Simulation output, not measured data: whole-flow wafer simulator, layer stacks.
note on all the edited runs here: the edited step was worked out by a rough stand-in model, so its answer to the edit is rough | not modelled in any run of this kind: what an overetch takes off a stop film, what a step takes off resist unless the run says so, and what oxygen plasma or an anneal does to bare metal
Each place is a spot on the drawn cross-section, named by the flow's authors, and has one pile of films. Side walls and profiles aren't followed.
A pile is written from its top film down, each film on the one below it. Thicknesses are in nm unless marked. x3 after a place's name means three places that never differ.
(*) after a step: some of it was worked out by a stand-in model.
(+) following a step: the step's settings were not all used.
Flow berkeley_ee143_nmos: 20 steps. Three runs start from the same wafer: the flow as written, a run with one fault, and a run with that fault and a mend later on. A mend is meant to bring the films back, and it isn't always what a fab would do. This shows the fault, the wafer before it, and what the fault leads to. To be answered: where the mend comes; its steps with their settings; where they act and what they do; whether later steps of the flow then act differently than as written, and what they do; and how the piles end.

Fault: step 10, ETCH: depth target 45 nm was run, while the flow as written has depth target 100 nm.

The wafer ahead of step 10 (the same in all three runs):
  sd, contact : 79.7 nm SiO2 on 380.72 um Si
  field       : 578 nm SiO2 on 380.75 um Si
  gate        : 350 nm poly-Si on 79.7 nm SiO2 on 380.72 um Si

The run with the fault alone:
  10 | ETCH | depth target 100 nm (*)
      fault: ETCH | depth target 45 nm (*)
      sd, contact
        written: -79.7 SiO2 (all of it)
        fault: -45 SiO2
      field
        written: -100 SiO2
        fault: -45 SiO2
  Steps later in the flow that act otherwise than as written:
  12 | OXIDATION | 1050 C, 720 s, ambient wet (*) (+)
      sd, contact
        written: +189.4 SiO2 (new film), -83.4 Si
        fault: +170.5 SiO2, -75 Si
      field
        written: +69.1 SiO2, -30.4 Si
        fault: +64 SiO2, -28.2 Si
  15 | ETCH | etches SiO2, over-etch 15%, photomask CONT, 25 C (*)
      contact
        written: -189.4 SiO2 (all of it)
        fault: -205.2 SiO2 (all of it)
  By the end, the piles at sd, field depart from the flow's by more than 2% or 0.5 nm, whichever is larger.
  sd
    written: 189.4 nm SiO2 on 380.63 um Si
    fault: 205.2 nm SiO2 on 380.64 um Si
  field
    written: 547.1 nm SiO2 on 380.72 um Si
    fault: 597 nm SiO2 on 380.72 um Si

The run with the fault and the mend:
  The mend follows step 10.
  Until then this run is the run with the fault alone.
  10a | ETCH | depth target 55 nm (*) (a further turn of the flow's step 10, with different settings)
      sd, contact
        -34.7 SiO2 (all of it)
      field
        -55 SiO2
  Later steps of the flow that are run all act as written at every place that is followed.
  By the end, the piles equal the flow's at every place that both follow.
